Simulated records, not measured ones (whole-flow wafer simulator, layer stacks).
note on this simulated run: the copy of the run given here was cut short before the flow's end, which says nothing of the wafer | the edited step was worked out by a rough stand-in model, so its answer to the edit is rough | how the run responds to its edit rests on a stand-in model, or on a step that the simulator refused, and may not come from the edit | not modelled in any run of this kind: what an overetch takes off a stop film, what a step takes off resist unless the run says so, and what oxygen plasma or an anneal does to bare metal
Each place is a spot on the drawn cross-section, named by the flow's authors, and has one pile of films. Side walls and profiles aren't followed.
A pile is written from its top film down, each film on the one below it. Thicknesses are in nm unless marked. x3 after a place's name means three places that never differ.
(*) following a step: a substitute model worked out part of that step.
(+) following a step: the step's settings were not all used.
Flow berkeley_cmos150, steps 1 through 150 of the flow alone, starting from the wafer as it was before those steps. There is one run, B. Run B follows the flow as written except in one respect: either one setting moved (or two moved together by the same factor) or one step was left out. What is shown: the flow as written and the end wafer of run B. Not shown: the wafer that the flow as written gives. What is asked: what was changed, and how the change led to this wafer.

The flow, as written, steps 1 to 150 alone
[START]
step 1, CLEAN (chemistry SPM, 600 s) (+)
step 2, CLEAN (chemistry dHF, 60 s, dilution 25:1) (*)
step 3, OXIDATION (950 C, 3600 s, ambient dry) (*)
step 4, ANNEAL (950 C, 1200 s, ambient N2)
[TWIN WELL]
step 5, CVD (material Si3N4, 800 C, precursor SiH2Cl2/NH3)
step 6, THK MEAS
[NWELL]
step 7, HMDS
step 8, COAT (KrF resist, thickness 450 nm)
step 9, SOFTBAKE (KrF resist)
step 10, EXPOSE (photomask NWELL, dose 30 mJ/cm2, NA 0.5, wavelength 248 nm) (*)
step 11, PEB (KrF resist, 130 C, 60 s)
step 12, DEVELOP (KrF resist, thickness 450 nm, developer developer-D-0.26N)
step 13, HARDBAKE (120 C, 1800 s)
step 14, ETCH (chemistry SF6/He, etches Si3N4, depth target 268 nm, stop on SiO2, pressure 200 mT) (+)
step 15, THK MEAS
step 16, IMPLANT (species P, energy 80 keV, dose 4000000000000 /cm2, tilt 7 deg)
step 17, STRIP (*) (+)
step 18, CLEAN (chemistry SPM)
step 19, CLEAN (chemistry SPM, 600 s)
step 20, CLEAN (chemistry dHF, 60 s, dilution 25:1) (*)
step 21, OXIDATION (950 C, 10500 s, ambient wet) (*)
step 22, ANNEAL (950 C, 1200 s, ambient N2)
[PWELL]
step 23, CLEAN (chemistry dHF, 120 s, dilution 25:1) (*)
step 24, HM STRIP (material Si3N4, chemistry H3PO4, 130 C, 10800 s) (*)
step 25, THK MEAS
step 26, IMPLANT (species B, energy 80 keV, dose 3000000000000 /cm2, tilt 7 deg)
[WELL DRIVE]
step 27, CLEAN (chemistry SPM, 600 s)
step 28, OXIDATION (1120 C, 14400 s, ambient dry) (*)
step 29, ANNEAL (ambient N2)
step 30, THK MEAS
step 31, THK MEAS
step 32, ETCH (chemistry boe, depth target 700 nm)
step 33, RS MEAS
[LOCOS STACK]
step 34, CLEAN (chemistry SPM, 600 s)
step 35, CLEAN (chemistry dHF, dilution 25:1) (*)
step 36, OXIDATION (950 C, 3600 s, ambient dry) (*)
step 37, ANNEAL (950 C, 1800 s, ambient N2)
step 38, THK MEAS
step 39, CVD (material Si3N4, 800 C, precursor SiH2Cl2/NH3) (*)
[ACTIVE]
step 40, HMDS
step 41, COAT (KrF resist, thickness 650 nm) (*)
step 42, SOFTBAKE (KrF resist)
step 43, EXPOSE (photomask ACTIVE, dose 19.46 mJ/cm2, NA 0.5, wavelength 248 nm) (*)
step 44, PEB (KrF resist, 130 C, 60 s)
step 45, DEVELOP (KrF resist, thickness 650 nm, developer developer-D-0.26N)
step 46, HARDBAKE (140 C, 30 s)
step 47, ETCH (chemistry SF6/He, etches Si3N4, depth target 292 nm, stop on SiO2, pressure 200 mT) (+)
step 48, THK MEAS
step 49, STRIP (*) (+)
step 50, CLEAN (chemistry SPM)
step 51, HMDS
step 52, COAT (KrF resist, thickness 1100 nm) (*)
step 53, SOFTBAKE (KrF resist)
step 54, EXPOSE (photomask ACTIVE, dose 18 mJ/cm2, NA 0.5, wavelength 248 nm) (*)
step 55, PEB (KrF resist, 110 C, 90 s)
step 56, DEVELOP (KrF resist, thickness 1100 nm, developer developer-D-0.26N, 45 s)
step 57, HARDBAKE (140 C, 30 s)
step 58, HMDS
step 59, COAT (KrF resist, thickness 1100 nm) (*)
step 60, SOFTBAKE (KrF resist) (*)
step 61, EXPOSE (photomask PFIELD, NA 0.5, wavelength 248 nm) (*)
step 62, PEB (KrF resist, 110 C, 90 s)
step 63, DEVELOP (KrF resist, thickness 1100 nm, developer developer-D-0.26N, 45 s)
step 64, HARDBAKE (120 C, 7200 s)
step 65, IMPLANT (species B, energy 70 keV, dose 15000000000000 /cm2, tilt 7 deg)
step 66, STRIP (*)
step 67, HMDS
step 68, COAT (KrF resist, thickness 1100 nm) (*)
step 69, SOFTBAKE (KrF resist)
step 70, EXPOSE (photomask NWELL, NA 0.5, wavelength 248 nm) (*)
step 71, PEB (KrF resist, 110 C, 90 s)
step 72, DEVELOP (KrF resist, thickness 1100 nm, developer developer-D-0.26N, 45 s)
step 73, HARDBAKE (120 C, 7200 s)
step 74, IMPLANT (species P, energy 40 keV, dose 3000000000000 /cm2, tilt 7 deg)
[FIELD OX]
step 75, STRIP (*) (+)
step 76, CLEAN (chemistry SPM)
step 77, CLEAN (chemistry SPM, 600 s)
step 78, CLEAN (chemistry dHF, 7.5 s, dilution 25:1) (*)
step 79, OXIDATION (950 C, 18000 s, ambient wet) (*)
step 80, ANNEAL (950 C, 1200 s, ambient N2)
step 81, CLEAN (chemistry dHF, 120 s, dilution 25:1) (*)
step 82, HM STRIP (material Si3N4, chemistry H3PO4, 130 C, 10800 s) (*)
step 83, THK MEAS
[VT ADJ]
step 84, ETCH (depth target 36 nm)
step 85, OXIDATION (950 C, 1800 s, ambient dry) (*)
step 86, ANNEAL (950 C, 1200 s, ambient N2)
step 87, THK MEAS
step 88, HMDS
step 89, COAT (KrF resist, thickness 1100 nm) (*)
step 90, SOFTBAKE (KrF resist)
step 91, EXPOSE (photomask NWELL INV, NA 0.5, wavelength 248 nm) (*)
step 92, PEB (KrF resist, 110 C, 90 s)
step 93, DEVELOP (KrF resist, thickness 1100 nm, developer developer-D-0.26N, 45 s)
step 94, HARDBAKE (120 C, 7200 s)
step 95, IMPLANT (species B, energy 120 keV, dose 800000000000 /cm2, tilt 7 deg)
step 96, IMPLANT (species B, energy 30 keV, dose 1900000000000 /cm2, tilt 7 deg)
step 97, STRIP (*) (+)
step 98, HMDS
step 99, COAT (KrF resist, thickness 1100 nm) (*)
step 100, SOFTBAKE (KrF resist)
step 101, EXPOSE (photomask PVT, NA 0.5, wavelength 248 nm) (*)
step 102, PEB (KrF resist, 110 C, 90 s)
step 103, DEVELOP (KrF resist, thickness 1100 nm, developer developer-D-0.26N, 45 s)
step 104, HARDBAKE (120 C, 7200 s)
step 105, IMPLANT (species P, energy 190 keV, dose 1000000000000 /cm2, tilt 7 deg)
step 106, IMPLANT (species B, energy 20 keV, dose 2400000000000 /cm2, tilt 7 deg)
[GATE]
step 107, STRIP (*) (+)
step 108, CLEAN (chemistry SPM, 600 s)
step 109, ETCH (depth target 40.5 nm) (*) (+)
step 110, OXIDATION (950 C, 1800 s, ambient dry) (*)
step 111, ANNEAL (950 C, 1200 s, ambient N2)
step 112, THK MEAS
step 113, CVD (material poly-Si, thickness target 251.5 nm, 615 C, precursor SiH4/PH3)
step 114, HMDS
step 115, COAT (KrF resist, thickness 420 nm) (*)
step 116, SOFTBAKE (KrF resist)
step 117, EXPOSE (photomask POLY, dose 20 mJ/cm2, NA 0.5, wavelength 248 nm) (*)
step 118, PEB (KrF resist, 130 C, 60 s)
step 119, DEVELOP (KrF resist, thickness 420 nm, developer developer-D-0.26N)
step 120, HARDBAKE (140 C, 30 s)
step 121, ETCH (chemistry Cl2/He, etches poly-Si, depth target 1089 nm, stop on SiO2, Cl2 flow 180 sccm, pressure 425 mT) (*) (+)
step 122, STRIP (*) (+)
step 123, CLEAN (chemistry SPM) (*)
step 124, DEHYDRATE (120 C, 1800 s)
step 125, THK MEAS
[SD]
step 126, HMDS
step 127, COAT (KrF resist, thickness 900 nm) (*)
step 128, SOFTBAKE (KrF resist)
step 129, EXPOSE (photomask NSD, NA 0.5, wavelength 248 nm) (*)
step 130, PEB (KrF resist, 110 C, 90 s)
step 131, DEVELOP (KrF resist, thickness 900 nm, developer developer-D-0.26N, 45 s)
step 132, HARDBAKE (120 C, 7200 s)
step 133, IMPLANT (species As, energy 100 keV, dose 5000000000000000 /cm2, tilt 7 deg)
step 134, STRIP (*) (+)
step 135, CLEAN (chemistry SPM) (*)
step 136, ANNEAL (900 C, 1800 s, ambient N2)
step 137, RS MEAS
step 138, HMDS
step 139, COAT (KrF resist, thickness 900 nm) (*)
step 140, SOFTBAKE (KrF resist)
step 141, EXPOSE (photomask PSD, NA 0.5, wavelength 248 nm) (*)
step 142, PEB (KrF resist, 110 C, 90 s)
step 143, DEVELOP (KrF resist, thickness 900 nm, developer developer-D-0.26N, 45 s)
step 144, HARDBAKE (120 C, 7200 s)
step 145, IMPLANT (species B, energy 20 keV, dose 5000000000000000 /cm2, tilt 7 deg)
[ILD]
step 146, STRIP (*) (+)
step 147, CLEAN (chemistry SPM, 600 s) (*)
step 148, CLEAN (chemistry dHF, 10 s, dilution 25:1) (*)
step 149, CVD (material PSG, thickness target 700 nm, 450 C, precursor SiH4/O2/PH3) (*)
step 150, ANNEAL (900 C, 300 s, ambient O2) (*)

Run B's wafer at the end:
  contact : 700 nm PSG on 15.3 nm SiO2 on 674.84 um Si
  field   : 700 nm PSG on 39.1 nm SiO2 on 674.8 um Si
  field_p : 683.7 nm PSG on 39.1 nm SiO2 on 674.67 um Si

The reason: step 79, OXIDATION: 808 C was run, though the flow has 950 C.

Step by step, how the change led to this:
  step 79, OXIDATION (950 C, 18000 s, ambient wet) (*)
      gate_n, gate_p: +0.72 SiO2 (new film), -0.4 Si3N4, +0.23 SiO2, -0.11 Si (as written it would have been: +10.3 SiO2 (new film), -5.7 Si3N4)
      contact: +0.72 SiO2 (new film), -0.4 Si3N4, +0.25 SiO2, -0.11 Si (as written it would have been: +10.3 SiO2 (new film), -5.7 Si3N4)
      (also at 5 further places)
  step 81, CLEAN (chemistry dHF, 120 s, dilution 25:1) (*)
      sd_n, gate_n, sd_p, gate_p, contact, m1: -0.72 SiO2 (all of it), -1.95 Si3N4 (as written it would have been: -10.3 SiO2 (all of it), -1.11 Si3N4)
  step 82, HM STRIP (material Si3N4, chemistry H3PO4, 130 C, 10800 s) (*)
      sd_n, gate_n, contact, m1: -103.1 Si3N4 (all of it), -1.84 SiO2 (as written it would have been: -98.7 Si3N4 (all of it), -1.88 SiO2)
      sd_p, gate_p: -103 Si3N4 (all of it), -1.84 SiO2 (as written it would have been: -98.6 Si3N4 (all of it), -1.88 SiO2)
  step 85, OXIDATION (950 C, 1800 s, ambient dry) (*)
      field, field_p: +8 SiO2, -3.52 Si (as written it would have been: +2.35 SiO2, -1.04 Si)
      sd_n: +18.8 SiO2, -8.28 Si (as written it would have been: +12.2 SiO2, -5.35 Si)
  step 89, COAT (KrF resist, thickness 1100 nm) (*)
      field: +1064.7 KrF resist (new film) (as written it would have been: +976.2 KrF resist (new film))
      field_p: +1177.3 KrF resist (new film) (as written it would have been: +1087.8 KrF resist (new film))
      (also at 6 further places)
  step 92, PEB (KrF resist, 110 C, 90 s)
      field: -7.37 KrF resist (as written it would have been: -6.74 KrF resist)
      field_p: -8.16 KrF resist (as written it would have been: -7.53 KrF resist)
      (also at 6 further places)
  step 93, DEVELOP (KrF resist, thickness 1100 nm, developer developer-D-0.26N, 45 s)
      field: -1057.3 KrF resist (all of it) (as written it would have been: -969.5 KrF resist (all of it))
      sd_n: -1085.7 KrF resist (all of it) (as written it would have been: -1234.3 KrF resist (all of it))
      (also at 2 further places)
  step 94, HARDBAKE (120 C, 7200 s)
      field_p: -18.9 KrF resist (as written it would have been: -17.4 KrF resist)
      sd_p: -18.9 KrF resist (as written it would have been: -21.4 KrF resist)
      (also at 2 further places)
  step 97, STRIP (*) (+)
      field_p: -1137 KrF resist (all of it) (as written it would have been: -1049.6 KrF resist (all of it))
      sd_p: -1135.3 KrF resist (all of it) (as written it would have been: -1273.5 KrF resist (all of it))
      (also at 2 further places)
  step 99, COAT (KrF resist, thickness 1100 nm) (*)
      field: +1064.7 KrF resist (new film) (as written it would have been: +976.2 KrF resist (new film))
      field_p: +1177.3 KrF resist (new film) (as written it would have been: +1087.8 KrF resist (new film))
      (also at 6 further places)
  step 102, PEB (KrF resist, 110 C, 90 s)
      field: -7.37 KrF resist (as written it would have been: -6.74 KrF resist)
      field_p: -8.16 KrF resist (as written it would have been: -7.53 KrF resist)
      (also at 6 further places)
  step 103, DEVELOP (KrF resist, thickness 1100 nm, developer developer-D-0.26N, 45 s)
      sd_p: -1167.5 KrF resist (all of it) (as written it would have been: -1308.2 KrF resist (all of it))
      gate_p: -1163.2 KrF resist (all of it) (as written it would have been: -1282.6 KrF resist (all of it))
  step 104, HARDBAKE (120 C, 7200 s)
      field: -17 KrF resist (as written it would have been: -15.4 KrF resist)
      field_p: -18.9 KrF resist (as written it would have been: -17.4 KrF resist)
      (also at 4 further places)
  step 107, STRIP (*) (+)
      field: -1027 KrF resist (all of it) (as written it would have been: -940.7 KrF resist (all of it))
      field_p: -1137 KrF resist (all of it) (as written it would have been: -1049.6 KrF resist (all of it))
      (also at 4 further places)
  step 109, ETCH (depth target 40.5 nm) (*) (+)
      sd_n: -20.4 SiO2 (all of it) (as written it would have been: -40.4 SiO2 (all of it))
  step 110, OXIDATION (950 C, 1800 s, ambient dry) (*)
      field, field_p: +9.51 SiO2, -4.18 Si (as written it would have been: +2.49 SiO2, -1.09 Si)
  ... another 14 steps ...
  step 149, CVD (material PSG, thickness target 700 nm, 450 C, precursor SiH4/O2/PH3) (*)
      field_p: +683.7 PSG (new film) (as written it would have been: +700 PSG (new film))
      sd_p: +684.4 PSG (new film) (as written it would have been: +639.5 PSG (new film))
